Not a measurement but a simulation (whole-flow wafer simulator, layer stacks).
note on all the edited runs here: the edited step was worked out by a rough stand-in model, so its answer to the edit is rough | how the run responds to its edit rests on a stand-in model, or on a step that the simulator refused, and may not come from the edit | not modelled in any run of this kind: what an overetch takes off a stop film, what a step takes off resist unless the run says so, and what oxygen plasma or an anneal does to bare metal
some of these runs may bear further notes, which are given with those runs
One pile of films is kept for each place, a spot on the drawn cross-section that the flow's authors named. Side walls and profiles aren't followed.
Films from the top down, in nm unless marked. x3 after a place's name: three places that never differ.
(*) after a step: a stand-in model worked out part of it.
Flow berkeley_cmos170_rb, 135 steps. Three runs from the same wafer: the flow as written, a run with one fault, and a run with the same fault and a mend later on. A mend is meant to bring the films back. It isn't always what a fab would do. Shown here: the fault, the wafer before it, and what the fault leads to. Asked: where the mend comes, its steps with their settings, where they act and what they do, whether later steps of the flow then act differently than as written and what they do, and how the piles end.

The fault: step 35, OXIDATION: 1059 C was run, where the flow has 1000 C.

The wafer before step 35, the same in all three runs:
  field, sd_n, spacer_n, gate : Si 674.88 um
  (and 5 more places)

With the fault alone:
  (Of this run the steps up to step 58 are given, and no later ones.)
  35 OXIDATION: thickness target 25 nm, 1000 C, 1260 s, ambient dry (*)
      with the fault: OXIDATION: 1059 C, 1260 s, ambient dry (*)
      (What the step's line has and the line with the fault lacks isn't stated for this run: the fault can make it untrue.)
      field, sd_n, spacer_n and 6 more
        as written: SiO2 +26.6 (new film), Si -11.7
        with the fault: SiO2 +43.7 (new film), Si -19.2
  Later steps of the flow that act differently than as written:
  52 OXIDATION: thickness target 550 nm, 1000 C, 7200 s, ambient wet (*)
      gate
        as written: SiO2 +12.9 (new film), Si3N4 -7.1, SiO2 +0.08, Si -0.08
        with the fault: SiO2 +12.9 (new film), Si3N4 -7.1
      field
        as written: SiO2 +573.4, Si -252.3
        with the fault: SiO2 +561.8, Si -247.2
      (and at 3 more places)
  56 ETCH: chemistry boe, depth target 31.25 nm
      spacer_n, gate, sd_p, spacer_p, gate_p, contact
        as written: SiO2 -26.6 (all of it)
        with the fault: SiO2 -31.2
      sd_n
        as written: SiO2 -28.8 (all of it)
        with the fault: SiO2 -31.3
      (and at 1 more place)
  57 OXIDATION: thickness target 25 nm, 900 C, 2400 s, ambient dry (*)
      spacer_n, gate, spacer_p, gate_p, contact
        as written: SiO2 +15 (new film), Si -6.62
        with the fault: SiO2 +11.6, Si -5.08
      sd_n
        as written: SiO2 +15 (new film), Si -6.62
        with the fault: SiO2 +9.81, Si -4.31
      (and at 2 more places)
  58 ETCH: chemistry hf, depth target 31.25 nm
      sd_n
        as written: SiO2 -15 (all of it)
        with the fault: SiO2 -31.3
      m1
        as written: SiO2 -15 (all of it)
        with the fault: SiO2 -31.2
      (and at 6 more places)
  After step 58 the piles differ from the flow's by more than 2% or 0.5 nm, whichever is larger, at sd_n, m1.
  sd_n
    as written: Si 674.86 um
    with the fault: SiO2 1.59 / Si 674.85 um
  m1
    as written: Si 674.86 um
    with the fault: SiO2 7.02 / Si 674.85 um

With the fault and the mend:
  The mend comes after step 36.
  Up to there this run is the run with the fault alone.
  36a WET ETCH: chemistry hf, depth target 17.13 nm
      field, sd_n, spacer_n and 6 more
        SiO2 -17.1
  No later step of the flow acts differently than as written, at any place that is followed, by more than 2% or 0.5 nm, whichever is larger.
  At the end the piles differ from the flow's only slightly at the places that both follow, by at most 2% or 0.5 nm, whichever is larger.
